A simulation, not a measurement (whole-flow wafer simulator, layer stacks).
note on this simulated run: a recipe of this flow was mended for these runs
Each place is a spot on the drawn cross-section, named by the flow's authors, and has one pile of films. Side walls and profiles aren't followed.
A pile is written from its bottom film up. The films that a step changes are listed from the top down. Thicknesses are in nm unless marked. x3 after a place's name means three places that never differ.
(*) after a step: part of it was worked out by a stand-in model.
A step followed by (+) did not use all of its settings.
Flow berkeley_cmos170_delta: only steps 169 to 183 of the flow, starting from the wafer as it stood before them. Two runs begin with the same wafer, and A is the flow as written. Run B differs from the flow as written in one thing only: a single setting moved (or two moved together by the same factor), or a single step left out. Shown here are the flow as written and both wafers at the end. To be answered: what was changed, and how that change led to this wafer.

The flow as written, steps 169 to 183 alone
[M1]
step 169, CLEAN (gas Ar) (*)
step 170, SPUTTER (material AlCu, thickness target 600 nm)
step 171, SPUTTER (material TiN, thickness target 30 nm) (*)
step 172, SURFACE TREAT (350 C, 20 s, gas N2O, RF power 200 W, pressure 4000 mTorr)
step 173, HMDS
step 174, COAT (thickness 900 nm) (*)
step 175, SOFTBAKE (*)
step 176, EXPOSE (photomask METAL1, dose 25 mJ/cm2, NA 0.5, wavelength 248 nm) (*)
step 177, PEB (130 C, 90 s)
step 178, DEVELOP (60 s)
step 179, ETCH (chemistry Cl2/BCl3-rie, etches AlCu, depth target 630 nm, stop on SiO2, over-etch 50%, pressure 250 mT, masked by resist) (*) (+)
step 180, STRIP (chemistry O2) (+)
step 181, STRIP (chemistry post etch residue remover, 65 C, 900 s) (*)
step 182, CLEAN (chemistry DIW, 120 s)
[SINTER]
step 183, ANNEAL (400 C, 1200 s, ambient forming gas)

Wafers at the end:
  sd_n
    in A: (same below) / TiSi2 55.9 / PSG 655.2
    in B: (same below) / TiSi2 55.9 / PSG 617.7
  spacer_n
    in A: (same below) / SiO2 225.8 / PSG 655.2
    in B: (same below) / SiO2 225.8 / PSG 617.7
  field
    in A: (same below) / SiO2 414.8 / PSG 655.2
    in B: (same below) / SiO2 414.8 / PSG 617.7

Cause: step 170, SPUTTER: thickness target 300 nm was run, though the flow has thickness target 600 nm.

Step by step, how the change led to this:
  step 170, SPUTTER (material AlCu, thickness target 600 nm)
      field, sd_n, spacer_n, gate, spacer_p, gate_p, m1: A +600 AlCu (new film) | B +300 AlCu (new film)
      sd_p: A +539.5 AlCu (new film) | B +264.9 AlCu (new film)
      (as well as at 1 more place)
  step 171, SPUTTER (material TiN, thickness target 30 nm) (*)
      contact: A +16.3 TiN (new film) | B +19 TiN (new film)
  step 174, COAT (thickness 900 nm) (*)
      contact: A +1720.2 KrF-resist (new film) | B +1626.3 KrF-resist (new film)
  step 179, ETCH (chemistry Cl2/BCl3-rie, etches AlCu, depth target 630 nm, stop on SiO2, over-etch 50%, pressure 250 mT, masked by resist) (*) (+)
      field, sd_n, spacer_n, gate, spacer_p, gate_p: A -30 TiN (all of it), -600 AlCu (all of it), -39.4 PSG | B -30 TiN (all of it), -300 AlCu (all of it), -76.9 PSG
      sd_p: A -25.3 TiN (all of it), -539.5 AlCu (all of it), -47.5 PSG | B -25.7 TiN (all of it), -264.9 AlCu (all of it), -81.8 PSG
  step 180, STRIP (chemistry O2) (+)
      contact: A -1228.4 KrF-resist (all of it) | B -1134.9 KrF-resist (all of it)
